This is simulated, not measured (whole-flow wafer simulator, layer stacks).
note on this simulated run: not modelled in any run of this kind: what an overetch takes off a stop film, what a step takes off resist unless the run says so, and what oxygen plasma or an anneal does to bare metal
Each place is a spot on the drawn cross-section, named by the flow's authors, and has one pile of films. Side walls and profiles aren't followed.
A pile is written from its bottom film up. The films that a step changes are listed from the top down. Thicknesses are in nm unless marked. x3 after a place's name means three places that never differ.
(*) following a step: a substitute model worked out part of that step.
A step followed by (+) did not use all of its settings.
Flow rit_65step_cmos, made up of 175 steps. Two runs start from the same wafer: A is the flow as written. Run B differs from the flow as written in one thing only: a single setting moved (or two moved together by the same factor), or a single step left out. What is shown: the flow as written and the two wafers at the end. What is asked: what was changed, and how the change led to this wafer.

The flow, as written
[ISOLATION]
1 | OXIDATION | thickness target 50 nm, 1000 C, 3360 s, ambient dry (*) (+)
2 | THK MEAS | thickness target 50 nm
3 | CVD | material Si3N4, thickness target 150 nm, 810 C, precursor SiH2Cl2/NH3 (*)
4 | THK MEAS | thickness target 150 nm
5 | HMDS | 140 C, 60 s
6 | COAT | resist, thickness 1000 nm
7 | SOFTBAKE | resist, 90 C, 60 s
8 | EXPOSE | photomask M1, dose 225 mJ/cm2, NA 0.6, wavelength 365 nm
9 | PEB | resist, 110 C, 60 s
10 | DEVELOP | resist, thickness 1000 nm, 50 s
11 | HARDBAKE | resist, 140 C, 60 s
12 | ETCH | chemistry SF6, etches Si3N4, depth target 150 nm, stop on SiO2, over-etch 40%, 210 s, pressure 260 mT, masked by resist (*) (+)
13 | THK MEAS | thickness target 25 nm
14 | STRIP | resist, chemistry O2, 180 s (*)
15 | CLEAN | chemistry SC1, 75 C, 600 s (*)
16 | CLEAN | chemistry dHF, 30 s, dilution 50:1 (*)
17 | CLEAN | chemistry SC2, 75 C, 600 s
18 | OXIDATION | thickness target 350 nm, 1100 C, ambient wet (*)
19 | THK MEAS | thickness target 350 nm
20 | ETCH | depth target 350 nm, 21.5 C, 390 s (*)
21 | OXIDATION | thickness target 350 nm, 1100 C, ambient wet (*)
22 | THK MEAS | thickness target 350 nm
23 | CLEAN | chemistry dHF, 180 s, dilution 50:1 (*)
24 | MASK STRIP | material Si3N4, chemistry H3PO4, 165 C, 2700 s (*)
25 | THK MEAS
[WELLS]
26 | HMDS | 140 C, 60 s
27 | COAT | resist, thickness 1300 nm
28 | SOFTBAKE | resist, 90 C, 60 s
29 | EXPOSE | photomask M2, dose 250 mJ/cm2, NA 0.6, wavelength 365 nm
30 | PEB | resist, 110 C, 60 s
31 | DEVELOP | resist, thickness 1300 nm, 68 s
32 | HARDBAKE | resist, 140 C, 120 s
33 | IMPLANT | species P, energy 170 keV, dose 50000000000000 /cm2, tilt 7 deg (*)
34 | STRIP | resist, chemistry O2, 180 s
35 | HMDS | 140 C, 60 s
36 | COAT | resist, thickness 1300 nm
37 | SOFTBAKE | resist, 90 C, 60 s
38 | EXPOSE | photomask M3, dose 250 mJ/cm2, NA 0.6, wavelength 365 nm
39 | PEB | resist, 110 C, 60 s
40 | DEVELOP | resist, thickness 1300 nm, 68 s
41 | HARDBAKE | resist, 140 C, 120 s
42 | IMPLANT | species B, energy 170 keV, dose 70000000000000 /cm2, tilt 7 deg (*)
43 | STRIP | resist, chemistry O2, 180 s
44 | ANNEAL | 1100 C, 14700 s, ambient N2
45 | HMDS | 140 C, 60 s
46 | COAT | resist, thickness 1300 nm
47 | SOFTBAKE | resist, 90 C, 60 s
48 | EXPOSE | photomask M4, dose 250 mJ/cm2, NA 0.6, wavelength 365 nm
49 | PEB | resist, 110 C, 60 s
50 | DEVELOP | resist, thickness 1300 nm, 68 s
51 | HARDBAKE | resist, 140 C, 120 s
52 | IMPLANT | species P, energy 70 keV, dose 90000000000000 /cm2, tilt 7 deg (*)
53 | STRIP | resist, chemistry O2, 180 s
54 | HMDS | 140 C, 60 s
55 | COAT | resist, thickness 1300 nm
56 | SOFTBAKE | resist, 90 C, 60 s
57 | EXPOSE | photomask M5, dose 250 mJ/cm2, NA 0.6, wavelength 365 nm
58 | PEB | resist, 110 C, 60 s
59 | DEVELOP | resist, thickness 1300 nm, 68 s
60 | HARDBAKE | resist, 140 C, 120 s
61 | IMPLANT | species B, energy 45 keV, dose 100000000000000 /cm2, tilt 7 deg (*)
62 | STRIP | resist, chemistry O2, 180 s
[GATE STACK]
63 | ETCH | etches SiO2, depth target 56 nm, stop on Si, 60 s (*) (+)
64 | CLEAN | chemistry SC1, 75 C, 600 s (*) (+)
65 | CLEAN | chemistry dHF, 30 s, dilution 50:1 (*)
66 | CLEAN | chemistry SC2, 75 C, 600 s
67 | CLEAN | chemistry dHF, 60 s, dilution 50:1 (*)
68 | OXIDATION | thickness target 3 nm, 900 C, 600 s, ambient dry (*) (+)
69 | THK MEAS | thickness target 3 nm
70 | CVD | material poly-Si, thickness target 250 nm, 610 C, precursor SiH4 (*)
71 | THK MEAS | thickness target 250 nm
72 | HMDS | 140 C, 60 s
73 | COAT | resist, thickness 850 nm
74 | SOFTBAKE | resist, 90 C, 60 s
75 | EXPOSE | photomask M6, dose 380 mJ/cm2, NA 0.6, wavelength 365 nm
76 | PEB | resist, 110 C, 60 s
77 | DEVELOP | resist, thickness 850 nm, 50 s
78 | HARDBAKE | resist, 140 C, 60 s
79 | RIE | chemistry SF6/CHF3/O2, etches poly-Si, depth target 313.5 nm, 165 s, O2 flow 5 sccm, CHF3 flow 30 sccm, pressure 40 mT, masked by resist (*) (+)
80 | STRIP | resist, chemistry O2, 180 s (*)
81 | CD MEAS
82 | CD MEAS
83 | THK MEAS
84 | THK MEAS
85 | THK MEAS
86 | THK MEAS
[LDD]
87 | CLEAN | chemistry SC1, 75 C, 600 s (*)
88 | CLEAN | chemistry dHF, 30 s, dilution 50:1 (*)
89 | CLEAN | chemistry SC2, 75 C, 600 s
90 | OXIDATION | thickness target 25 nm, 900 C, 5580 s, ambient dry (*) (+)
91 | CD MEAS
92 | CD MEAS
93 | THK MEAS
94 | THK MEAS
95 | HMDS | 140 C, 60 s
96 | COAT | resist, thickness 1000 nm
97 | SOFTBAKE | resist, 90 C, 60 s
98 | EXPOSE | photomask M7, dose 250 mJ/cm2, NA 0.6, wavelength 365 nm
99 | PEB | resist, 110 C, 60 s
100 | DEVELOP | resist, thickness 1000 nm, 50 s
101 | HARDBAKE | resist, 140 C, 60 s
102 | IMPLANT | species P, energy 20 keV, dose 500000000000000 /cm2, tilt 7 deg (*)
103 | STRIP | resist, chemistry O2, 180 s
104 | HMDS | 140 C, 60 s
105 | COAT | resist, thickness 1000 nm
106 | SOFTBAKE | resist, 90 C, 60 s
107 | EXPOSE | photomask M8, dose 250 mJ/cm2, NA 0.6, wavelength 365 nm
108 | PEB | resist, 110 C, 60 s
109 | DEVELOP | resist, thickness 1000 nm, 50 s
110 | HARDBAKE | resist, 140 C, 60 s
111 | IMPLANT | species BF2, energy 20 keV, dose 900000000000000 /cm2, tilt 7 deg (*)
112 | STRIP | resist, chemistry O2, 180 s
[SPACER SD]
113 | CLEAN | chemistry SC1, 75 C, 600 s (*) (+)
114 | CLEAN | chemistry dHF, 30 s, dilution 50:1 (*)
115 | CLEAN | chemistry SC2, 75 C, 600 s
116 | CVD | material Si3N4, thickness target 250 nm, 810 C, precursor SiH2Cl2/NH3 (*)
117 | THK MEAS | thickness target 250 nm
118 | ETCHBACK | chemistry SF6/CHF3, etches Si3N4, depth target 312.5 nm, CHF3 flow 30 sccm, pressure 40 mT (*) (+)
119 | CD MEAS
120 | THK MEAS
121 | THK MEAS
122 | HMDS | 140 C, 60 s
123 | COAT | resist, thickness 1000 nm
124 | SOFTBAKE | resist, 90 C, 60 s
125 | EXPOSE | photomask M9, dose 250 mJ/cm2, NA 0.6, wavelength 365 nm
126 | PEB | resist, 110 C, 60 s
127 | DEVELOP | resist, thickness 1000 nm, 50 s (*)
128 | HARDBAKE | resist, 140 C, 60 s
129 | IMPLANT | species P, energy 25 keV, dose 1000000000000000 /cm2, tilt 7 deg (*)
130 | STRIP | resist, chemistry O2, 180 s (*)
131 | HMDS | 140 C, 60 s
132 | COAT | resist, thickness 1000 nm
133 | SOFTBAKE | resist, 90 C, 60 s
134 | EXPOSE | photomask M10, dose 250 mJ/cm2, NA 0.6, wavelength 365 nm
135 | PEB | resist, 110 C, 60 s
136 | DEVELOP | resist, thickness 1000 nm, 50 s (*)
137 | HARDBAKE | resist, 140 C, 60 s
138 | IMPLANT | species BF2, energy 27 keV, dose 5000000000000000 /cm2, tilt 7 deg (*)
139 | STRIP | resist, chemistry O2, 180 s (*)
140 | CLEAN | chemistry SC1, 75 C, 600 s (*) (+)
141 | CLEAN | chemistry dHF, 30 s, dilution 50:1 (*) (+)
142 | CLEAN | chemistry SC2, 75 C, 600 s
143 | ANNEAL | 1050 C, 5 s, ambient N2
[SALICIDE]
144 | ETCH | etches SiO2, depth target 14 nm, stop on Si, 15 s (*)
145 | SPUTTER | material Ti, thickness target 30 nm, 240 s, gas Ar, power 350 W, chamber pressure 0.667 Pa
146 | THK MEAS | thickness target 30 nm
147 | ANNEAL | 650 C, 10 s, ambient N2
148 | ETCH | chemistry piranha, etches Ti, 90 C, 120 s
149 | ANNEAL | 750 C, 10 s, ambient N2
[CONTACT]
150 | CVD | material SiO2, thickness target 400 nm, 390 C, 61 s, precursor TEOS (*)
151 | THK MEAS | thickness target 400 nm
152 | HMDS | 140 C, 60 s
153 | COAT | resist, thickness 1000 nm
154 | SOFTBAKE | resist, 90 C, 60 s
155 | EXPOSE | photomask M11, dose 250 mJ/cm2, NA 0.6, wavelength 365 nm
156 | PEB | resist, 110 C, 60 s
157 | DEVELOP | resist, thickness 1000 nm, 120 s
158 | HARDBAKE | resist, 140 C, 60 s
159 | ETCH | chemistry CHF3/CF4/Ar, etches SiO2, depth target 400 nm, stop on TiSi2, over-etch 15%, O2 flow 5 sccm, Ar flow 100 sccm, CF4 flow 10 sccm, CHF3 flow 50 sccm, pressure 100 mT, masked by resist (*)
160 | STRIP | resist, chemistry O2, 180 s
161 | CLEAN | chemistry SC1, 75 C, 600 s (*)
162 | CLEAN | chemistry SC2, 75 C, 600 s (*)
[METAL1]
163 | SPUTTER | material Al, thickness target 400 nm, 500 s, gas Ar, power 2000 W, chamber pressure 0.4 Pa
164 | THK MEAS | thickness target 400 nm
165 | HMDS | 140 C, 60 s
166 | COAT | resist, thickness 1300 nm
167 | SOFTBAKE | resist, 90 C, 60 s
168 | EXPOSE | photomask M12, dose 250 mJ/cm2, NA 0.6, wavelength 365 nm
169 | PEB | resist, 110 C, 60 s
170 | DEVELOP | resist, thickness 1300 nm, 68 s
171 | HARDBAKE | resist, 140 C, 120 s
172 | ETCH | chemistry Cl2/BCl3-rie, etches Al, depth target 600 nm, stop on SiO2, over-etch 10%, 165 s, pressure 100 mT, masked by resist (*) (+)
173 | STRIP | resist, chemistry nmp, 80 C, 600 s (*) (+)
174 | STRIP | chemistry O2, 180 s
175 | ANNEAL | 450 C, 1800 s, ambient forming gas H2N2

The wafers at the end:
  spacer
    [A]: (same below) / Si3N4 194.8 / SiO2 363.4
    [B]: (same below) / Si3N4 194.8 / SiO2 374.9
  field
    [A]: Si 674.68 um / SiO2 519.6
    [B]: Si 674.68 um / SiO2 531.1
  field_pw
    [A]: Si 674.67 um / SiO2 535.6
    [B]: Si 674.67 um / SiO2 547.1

What caused this: step 163, SPUTTER: power 2460 W was run, while the flow as written has power 2000 W.

The path from the change to this, step by step:
  163 | SPUTTER | material Al, thickness target 400 nm, 500 s, gas Ar, power 2000 W, chamber pressure 0.4 Pa
      field, field_pw, field_p, spacer, spacer_p: A Al gains 400 (new film) | B Al gains 492 (new film)
      gate_n, gate_p: A Al gains 396 (new film) | B Al gains 480.9 (new film)
      (also at 1 further place)
  172 | ETCH | chemistry Cl2/BCl3-rie, etches Al, depth target 600 nm, stop on SiO2, over-etch 10%, 165 s, pressure 100 mT, masked by resist (*) (+)
      field, field_pw, field_p, spacer, spacer_p: A Al loses 400 (all of it), SiO2 loses 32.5 | B Al loses 492 (all of it), SiO2 loses 21
      gate_n, gate_p: A Al loses 396 (all of it), SiO2 loses 33 | B Al loses 480.9 (all of it), SiO2 loses 22.4
      (also at 1 further place)
